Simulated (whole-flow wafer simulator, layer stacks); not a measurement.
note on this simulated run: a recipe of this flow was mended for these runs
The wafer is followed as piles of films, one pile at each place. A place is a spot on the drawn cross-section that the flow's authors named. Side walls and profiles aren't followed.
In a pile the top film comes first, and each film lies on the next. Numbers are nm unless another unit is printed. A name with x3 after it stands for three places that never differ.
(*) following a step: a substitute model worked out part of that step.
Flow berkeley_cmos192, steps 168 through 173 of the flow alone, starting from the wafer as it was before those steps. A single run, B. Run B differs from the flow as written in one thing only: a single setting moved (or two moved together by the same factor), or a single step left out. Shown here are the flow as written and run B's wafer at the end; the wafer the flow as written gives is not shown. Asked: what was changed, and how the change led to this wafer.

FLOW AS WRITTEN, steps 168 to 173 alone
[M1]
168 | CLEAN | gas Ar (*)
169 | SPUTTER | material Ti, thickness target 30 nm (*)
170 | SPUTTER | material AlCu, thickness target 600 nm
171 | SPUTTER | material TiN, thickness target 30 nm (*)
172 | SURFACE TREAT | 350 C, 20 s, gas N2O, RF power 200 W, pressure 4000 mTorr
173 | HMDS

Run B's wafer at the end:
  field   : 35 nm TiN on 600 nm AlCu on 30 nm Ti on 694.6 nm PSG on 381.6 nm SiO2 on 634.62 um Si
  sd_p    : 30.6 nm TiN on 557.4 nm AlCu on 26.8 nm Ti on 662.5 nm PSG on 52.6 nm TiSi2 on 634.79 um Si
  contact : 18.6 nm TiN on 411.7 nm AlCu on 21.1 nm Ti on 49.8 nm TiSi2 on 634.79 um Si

The reason: step 171, SPUTTER: thickness target 35 nm was run, while the flow as written has thickness target 30 nm.
The wafer lets one read it off: field has TiN 35, and step 171 as written asks for 30 nm.

Step by step, how the change led to this:
  171 | SPUTTER | material TiN, thickness target 30 nm (*)
      field, sd_n, spacer_n, gate, spacer_p, gate_p, m1: TiN gains 35 (new film) (in the flow as written it would be: TiN gains 30 (new film))
      sd_p: TiN gains 30.6 (new film) (in the flow as written it would be: TiN gains 26.2 (new film))
      (as well as at 1 more place)
